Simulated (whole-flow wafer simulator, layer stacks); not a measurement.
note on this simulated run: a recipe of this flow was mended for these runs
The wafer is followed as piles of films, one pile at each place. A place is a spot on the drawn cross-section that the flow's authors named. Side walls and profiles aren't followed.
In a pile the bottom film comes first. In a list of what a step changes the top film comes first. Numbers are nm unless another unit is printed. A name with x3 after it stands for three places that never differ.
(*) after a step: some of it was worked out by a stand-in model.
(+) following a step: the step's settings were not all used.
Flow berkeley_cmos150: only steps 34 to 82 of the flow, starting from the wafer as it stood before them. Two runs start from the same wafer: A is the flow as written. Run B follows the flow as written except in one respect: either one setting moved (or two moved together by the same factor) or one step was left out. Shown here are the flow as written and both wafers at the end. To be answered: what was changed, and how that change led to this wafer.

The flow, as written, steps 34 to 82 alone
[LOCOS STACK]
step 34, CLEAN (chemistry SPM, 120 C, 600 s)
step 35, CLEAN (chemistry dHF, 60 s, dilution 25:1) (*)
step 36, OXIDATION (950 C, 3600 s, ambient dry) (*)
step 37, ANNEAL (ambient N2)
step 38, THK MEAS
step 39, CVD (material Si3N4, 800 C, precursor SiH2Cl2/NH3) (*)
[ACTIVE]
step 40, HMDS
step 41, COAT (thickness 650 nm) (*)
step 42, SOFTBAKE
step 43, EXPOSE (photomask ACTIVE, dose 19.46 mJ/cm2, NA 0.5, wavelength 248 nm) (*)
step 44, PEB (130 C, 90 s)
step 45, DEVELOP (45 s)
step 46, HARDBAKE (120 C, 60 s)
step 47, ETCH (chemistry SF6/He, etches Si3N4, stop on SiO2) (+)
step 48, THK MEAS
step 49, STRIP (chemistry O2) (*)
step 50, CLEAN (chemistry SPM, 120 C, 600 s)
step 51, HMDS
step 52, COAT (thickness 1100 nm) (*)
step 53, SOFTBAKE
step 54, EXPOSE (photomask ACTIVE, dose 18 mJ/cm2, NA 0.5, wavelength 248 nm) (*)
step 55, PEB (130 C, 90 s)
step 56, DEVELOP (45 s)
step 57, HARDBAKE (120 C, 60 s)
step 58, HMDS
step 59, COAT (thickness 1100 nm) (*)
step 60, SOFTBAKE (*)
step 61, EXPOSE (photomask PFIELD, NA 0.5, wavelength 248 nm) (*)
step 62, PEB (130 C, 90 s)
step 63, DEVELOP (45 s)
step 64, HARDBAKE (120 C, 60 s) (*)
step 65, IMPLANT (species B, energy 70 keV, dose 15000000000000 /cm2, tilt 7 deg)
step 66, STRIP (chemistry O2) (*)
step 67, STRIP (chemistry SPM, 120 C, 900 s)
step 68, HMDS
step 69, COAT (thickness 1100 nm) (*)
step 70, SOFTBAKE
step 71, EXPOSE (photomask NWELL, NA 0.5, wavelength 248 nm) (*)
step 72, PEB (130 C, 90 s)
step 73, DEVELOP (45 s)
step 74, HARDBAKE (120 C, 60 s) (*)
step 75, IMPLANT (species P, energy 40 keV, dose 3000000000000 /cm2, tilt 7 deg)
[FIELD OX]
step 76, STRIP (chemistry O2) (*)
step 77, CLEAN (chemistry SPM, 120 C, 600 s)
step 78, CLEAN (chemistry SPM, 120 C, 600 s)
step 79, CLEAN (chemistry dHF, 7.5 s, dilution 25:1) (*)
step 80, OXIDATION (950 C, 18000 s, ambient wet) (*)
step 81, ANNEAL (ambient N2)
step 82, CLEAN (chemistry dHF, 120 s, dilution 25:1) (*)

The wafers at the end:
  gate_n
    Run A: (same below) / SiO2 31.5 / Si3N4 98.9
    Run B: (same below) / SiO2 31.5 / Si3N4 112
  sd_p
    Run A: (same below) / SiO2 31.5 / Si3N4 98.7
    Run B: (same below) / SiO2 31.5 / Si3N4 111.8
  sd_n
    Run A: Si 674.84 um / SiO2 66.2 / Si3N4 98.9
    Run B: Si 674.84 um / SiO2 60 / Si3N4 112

Cause: step 39, CVD: 812 C was run, though the flow has 800 C.

The path from the change to this, step by step:
  step 39, CVD (material Si3N4, 800 C, precursor SiH2Cl2/NH3) (*)
      field, field_p, sd_n, gate_n, sd_p, gate_p, contact, m1: A Si3N4 gains 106 (new film) | B Si3N4 gains 119.1 (new film)
  step 41, COAT (thickness 650 nm) (*)
      field: A KrF-resist gains 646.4 (new film) | B KrF-resist gains 616.6 (new film)
  step 45, DEVELOP (45 s)
      field: A KrF-resist loses 645 (all of it) | B KrF-resist loses 615.3 (all of it)
  step 47, ETCH (chemistry SF6/He, etches Si3N4, stop on SiO2) (+)
      sd_n, gate_n, sd_p, gate_p, contact, m1: A KrF-resist loses 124 | B KrF-resist loses 138.2
      field, field_p: A Si3N4 loses 106 (all of it), SiO2 loses 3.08 | B Si3N4 loses 119.1 (all of it), SiO2 loses 3.08
  step 49, STRIP (chemistry O2) (*)
      sd_n: A KrF-resist loses 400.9 (all of it) | B KrF-resist loses 386.6 (all of it)
      gate_n: A KrF-resist loses 409.3 (all of it) | B KrF-resist loses 394.9 (all of it)
      (as well as at 4 more places)
  step 80, OXIDATION (950 C, 18000 s, ambient wet) (*)
      sd_n: A SiO2 gains 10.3 (new film), Si3N4 loses 5.7, SiO2 gains 34.7, Si loses 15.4 | B SiO2 gains 10.3 (new film), Si3N4 loses 5.7, SiO2 gains 28.6, Si loses 12.7
